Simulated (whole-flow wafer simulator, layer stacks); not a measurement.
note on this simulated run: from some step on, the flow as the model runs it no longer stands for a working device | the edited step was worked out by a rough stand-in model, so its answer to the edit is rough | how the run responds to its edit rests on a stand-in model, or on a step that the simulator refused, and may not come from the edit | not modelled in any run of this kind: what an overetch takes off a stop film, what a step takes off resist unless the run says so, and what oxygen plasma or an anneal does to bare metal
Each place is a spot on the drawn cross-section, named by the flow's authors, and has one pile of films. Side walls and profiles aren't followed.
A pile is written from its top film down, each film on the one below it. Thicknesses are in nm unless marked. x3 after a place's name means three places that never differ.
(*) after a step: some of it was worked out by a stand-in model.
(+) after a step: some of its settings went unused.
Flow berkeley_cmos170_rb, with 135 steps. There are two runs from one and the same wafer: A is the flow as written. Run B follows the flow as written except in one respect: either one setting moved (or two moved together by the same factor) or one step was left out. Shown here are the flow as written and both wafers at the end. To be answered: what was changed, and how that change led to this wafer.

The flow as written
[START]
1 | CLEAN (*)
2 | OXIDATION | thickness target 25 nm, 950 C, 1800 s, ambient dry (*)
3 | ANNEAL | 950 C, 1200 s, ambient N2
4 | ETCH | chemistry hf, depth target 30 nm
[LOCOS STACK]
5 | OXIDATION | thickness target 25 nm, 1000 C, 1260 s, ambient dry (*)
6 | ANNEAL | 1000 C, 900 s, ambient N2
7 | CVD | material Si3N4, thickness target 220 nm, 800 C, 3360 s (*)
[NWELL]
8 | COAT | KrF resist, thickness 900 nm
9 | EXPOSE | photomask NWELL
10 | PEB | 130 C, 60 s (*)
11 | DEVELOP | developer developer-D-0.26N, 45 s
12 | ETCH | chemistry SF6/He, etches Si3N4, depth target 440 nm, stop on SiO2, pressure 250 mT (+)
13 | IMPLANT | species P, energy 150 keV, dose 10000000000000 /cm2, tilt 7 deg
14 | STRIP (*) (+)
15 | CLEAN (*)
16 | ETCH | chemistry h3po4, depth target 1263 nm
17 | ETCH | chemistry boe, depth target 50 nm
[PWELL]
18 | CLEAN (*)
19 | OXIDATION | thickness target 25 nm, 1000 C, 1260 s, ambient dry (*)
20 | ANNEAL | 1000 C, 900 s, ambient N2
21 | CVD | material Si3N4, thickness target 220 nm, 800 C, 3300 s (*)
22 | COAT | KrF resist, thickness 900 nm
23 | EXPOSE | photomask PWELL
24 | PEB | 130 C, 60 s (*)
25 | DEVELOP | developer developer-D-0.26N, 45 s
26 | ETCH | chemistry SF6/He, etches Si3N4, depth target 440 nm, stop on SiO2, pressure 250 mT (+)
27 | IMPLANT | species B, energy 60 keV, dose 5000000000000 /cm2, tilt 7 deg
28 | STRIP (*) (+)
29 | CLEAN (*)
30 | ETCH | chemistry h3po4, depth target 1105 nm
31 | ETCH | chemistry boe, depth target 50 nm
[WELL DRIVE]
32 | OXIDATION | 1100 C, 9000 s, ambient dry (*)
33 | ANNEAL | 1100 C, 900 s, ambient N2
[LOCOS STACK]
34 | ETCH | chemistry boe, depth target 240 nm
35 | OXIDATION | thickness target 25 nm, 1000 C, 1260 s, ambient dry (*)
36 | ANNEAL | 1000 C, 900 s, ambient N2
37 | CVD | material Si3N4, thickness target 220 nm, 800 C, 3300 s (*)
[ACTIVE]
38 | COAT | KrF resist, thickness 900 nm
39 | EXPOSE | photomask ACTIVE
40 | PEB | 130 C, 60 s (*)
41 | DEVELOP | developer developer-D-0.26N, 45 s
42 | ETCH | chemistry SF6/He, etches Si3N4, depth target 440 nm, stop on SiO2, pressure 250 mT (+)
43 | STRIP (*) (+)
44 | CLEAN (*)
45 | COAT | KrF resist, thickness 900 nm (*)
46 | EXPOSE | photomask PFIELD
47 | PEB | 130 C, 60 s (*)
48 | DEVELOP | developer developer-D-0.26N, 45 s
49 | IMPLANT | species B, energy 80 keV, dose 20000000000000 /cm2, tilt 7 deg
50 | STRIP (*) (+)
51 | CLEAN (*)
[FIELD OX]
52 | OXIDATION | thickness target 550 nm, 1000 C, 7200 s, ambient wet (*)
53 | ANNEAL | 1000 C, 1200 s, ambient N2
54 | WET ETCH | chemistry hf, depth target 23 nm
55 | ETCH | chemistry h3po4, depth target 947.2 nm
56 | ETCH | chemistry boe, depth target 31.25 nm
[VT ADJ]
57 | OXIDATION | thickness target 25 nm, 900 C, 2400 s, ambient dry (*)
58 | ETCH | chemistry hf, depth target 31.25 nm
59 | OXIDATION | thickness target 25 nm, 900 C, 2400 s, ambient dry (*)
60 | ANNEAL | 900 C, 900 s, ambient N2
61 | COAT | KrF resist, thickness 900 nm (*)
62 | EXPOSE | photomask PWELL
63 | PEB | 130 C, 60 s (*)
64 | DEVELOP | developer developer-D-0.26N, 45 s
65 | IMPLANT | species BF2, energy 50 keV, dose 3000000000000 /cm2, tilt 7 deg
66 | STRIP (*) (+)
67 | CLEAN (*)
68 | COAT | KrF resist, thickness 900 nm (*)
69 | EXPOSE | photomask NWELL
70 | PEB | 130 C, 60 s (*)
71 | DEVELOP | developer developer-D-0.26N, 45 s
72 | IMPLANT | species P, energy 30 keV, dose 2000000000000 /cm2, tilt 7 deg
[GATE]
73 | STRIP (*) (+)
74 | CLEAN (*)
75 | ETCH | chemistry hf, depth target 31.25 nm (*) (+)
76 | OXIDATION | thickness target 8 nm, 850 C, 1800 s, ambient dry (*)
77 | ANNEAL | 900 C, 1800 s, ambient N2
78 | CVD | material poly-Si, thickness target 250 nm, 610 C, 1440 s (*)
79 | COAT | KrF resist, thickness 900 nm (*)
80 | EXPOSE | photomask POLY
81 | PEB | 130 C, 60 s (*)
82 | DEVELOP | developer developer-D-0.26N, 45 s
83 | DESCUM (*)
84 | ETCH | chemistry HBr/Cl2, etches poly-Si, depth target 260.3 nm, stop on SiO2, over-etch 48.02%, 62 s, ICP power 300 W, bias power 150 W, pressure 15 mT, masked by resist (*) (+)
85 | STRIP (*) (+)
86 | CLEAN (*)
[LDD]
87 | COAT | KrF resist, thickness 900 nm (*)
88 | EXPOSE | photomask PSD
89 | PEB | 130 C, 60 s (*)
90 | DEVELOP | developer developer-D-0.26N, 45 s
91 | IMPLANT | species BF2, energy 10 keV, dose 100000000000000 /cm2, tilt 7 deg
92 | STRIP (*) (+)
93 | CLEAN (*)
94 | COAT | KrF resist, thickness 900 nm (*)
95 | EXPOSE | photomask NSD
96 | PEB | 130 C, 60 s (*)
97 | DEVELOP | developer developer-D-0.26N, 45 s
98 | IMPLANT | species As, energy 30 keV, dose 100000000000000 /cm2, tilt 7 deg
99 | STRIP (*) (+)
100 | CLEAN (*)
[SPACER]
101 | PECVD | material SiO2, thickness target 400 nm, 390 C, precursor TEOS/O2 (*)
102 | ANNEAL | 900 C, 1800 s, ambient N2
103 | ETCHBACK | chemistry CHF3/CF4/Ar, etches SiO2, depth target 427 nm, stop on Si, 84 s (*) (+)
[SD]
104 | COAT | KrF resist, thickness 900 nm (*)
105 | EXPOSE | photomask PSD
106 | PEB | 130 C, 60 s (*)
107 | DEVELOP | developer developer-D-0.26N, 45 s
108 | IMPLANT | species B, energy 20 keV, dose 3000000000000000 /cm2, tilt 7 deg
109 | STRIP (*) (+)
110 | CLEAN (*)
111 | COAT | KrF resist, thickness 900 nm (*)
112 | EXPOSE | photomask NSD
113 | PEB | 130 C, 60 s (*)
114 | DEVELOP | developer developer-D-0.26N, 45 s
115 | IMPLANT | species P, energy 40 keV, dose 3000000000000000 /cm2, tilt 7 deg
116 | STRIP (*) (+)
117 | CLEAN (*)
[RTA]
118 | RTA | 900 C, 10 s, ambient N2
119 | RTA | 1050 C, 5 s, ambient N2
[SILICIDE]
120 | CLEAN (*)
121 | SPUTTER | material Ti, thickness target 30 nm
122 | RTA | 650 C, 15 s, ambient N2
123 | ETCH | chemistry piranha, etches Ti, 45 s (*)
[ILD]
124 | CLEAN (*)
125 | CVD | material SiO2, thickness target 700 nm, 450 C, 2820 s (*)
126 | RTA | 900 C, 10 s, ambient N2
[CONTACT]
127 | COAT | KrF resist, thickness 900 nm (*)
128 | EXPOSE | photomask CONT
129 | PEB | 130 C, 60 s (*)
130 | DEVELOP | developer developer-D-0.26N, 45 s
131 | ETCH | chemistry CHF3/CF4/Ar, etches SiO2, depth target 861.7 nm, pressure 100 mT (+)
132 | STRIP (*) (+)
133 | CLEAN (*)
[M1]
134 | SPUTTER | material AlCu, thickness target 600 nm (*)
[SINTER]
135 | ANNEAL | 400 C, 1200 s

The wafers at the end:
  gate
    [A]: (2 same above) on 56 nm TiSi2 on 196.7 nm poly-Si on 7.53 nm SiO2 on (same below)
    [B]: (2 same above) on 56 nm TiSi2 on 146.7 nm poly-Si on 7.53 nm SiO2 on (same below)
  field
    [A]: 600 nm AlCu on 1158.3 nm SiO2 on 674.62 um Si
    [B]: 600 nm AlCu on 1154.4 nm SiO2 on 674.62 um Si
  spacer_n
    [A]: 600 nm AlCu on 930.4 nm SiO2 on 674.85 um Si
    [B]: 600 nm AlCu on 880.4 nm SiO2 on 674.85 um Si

What caused this: step 78, CVD: thickness target 200 nm was run, whereas the flow has thickness target 250 nm.

Step by step, how the change led to this:
  78 | CVD | material poly-Si, thickness target 250 nm, 610 C, 1440 s (*)
      field, sd_n, spacer_n and 6 more: A +250 poly-Si (new film) | B +200 poly-Si (new film)
  84 | ETCH | chemistry HBr/Cl2, etches poly-Si, depth target 260.3 nm, stop on SiO2, over-etch 48.02%, 62 s, ICP power 300 W, bias power 150 W, pressure 15 mT, masked by resist (*) (+)
      field, sd_n, spacer_n, sd_p, spacer_p, contact, m1: A -250 poly-Si (all of it), -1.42 SiO2 | B -200 poly-Si (all of it), -5.26 SiO2
  87 | COAT | KrF resist, thickness 900 nm (*)
      gate: A +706 KrF resist (new film) | B +746.9 KrF resist (new film)
      gate_p: A +706.3 KrF resist (new film) | B +747.3 KrF resist (new film)
  90 | DEVELOP | developer developer-D-0.26N, 45 s
      gate_p: A -706.3 KrF resist (all of it) | B -747.3 KrF resist (all of it)
  92 | STRIP (*) (+)
      gate: A -691.8 KrF resist (all of it) | B -732.7 KrF resist (all of it)
  94 | COAT | KrF resist, thickness 900 nm (*)
      gate: A +706 KrF resist (new film) | B +746.9 KrF resist (new film)
      gate_p: A +706.3 KrF resist (new film) | B +747.3 KrF resist (new film)
  97 | DEVELOP | developer developer-D-0.26N, 45 s
      gate: A -706 KrF resist (all of it) | B -746.9 KrF resist (all of it)
  99 | STRIP (*) (+)
      gate_p: A -692.1 KrF resist (all of it) | B -733.1 KrF resist (all of it)
  103 | ETCHBACK | chemistry CHF3/CF4/Ar, etches SiO2, depth target 427 nm, stop on Si, 84 s (*) (+)
      spacer_n: A -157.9 SiO2 | B -205.6 SiO2
      spacer_p: A -157.9 SiO2 | B -205.5 SiO2
  104 | COAT | KrF resist, thickness 900 nm (*)
      spacer_n: A +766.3 KrF resist (new film) | B +807.9 KrF resist (new film)
      gate: A +742.1 KrF resist (new film) | B +782.8 KrF resist (new film)
      (as well as at 2 more places)
  107 | DEVELOP | developer developer-D-0.26N, 45 s
      spacer_p: A -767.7 KrF resist (all of it) | B -809.7 KrF resist (all of it)
      gate_p: A -743.2 KrF resist (all of it) | B -784.2 KrF resist (all of it)
  109 | STRIP (*) (+)
      spacer_n: A -752.1 KrF resist (all of it) | B -793.7 KrF resist (all of it)
      gate: A -727.9 KrF resist (all of it) | B -768.6 KrF resist (all of it)
  111 | COAT | KrF resist, thickness 900 nm (*)
      spacer_n: A +766.3 KrF resist (new film) | B +807.9 KrF resist (new film)
      gate: A +742.1 KrF resist (new film) | B +782.8 KrF resist (new film)
      (as well as at 2 more places)
  114 | DEVELOP | developer developer-D-0.26N, 45 s
      spacer_n: A -766.3 KrF resist (all of it) | B -807.9 KrF resist (all of it)
      gate: A -742.1 KrF resist (all of it) | B -782.8 KrF resist (all of it)
  116 | STRIP (*) (+)
      spacer_p: A -753.5 KrF resist (all of it) | B -795.5 KrF resist (all of it)
      gate_p: A -729 KrF resist (all of it) | B -770 KrF resist (all of it)
  121 | SPUTTER | material Ti, thickness target 30 nm
      spacer_n, spacer_p: A +30 Ti (new film) | B +28.7 Ti (new film)
      sd_p: A +27.1 Ti (new film) | B +25.4 Ti (new film)
  ... 5 other steps ...
  134 | SPUTTER | material AlCu, thickness target 600 nm (*)
      sd_p: A +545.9 AlCu (new film) | B +559.8 AlCu (new film)
